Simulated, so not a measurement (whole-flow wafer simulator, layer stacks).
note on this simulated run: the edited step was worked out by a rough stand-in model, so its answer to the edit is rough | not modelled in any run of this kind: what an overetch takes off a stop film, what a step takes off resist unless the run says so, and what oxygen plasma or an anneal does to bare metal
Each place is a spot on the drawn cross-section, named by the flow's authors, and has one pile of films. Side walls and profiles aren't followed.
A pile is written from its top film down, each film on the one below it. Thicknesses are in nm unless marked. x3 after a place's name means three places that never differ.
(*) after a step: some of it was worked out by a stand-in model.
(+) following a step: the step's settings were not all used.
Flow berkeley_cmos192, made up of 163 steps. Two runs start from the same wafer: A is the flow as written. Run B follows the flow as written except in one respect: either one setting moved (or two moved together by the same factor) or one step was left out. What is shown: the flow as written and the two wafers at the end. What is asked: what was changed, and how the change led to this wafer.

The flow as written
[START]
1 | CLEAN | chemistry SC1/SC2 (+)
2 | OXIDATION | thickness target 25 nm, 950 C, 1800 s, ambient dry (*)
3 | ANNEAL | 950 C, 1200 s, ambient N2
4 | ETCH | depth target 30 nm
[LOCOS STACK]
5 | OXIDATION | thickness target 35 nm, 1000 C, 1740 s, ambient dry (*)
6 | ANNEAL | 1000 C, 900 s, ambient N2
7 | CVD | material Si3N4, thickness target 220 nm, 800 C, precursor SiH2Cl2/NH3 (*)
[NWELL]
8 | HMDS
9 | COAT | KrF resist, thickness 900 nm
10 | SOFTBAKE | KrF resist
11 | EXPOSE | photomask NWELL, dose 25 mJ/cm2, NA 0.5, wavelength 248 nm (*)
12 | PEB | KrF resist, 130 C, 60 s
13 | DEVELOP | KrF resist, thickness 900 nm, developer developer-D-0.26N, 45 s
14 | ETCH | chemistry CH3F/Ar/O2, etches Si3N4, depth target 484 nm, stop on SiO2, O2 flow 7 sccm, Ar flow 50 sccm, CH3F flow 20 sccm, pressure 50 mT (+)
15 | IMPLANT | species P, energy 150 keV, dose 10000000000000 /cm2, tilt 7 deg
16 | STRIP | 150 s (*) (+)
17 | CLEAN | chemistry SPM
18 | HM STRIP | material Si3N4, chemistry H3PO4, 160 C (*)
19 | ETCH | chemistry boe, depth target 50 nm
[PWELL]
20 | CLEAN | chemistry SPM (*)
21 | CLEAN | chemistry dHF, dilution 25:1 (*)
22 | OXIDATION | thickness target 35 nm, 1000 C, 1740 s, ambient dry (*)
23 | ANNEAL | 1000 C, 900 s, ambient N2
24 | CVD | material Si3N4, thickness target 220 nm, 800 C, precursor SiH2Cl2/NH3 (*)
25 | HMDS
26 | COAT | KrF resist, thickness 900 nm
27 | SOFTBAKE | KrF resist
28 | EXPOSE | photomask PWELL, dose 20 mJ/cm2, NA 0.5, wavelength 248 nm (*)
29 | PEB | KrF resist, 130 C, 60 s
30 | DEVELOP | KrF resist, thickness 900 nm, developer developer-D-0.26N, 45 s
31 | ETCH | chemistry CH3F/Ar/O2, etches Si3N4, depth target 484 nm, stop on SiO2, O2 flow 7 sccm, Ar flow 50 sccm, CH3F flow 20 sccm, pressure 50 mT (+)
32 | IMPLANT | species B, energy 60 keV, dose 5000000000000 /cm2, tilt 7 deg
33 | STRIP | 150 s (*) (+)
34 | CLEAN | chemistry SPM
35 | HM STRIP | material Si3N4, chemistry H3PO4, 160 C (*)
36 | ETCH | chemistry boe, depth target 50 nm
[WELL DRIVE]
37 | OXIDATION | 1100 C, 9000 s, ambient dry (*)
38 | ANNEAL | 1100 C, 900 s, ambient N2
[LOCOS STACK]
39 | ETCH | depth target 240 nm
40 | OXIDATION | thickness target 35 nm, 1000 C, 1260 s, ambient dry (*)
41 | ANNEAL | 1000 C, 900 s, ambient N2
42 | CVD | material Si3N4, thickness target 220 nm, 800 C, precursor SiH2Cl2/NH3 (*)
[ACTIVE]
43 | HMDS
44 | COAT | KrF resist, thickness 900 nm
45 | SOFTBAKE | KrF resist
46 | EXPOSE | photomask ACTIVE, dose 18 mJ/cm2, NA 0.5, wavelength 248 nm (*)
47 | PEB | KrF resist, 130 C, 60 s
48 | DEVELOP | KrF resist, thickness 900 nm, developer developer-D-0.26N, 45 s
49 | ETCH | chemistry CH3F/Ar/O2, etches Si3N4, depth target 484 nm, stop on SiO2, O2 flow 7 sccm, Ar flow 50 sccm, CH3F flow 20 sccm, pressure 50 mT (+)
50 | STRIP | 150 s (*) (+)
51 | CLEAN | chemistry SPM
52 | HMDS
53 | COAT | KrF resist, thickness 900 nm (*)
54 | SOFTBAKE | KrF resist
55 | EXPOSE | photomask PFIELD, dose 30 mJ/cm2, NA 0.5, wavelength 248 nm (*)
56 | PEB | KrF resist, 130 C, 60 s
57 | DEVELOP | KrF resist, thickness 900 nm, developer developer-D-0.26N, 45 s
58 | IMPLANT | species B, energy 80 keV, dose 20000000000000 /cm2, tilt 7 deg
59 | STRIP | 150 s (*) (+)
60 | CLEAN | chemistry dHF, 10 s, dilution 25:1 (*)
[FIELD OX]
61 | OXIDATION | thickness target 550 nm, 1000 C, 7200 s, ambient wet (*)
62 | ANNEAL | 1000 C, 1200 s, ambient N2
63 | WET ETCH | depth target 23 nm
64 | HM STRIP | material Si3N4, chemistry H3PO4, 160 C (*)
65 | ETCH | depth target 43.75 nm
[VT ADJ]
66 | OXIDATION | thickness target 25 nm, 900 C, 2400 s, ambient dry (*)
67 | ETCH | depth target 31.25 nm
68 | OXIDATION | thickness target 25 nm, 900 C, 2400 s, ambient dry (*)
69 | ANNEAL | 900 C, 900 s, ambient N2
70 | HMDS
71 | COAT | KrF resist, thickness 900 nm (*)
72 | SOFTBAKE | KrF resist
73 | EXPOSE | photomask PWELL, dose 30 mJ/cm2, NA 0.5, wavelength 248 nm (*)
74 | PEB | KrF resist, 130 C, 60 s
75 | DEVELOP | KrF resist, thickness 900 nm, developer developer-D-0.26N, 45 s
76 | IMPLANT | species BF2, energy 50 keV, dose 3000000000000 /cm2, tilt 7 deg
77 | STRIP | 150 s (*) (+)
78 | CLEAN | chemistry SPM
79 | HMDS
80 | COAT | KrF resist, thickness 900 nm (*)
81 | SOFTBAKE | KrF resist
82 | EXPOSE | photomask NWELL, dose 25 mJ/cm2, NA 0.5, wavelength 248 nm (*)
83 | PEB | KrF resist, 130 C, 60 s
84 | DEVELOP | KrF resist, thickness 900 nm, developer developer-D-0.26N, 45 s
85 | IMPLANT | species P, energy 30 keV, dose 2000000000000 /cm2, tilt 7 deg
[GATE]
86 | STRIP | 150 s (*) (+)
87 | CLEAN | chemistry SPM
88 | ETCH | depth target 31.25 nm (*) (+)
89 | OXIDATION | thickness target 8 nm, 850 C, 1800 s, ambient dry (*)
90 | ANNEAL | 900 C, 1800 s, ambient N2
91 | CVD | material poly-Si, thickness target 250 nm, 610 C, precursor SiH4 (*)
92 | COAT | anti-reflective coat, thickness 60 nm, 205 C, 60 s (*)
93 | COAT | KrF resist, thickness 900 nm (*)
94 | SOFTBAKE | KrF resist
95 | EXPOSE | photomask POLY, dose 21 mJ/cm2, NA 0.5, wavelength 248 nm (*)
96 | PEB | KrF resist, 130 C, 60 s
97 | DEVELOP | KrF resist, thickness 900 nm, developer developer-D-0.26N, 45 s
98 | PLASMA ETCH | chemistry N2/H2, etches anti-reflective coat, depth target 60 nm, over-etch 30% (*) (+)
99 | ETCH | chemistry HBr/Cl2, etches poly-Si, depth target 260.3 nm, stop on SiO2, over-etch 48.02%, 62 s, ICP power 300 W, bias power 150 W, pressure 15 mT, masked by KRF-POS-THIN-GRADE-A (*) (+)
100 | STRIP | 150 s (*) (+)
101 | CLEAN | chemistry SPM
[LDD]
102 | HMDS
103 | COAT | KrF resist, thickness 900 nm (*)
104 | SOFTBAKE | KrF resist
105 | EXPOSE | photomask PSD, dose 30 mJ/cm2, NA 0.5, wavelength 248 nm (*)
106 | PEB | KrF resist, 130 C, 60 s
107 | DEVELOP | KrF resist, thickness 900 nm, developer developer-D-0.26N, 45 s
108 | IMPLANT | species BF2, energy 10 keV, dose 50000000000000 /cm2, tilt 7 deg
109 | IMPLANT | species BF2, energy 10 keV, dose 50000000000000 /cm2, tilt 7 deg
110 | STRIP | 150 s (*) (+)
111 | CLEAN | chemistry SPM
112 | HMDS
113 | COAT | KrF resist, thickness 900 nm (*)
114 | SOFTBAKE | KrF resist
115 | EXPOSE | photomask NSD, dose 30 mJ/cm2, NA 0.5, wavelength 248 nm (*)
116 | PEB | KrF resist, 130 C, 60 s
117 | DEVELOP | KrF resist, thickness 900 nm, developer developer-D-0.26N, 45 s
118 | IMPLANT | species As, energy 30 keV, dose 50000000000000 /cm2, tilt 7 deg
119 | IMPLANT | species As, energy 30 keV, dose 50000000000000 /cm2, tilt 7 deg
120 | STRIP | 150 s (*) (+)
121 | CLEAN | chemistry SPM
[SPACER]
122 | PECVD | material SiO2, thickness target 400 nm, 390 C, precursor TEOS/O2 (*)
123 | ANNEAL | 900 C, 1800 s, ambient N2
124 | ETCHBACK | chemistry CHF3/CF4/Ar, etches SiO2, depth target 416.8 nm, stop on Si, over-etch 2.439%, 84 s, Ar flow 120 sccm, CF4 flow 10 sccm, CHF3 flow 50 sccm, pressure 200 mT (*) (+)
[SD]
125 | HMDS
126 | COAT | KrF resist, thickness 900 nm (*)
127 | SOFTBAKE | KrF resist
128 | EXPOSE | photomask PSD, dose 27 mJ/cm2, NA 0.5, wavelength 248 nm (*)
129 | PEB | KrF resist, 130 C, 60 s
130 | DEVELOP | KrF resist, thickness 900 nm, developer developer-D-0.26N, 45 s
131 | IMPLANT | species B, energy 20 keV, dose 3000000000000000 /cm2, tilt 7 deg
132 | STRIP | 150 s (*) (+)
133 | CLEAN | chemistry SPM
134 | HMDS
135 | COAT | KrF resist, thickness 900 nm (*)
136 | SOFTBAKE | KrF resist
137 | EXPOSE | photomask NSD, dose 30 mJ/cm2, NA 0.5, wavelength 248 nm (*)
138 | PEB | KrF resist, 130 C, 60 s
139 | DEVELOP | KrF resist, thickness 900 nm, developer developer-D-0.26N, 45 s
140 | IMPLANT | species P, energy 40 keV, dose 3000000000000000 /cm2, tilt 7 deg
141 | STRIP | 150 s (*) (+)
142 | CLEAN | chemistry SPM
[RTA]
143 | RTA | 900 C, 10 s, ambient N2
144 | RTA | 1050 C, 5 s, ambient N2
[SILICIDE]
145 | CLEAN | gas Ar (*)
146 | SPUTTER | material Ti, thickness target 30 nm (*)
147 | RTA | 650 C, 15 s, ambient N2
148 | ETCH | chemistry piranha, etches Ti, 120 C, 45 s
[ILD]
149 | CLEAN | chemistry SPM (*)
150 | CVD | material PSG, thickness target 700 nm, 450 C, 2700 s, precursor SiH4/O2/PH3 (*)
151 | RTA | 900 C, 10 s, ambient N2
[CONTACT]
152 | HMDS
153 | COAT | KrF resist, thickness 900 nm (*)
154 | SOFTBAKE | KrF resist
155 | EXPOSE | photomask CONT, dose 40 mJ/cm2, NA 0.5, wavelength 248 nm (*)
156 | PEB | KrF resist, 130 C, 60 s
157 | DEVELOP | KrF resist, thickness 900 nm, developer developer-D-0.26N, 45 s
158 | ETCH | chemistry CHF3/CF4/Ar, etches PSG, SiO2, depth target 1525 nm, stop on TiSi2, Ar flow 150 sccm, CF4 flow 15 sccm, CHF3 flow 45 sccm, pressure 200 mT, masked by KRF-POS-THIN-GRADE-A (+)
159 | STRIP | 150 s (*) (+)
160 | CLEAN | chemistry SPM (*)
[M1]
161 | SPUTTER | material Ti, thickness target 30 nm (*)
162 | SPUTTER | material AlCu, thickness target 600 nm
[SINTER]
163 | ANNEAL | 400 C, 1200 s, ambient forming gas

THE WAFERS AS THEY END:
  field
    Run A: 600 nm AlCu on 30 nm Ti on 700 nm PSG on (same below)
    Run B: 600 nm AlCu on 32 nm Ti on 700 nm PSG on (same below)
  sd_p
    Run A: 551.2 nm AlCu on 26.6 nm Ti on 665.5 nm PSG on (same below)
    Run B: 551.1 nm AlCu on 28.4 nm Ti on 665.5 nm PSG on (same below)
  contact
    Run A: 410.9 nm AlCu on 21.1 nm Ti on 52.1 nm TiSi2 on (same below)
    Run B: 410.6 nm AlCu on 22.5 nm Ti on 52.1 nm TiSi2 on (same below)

What caused this: step 161, SPUTTER: thickness target 32 nm was run, though the flow has thickness target 30 nm.
The wafer itself shows it: field has Ti 32, and step 161 as written asks for 30 nm.

Step by step, how the change led to this:
  161 | SPUTTER | material Ti, thickness target 30 nm (*)
      field, sd_n, spacer_n, gate, spacer_p, gate_p, m1: A Ti gains 30 (new film) | B Ti gains 32 (new film)
      sd_p: A Ti gains 26.6 (new film) | B Ti gains 28.4 (new film)
      (and at 1 other place as well)
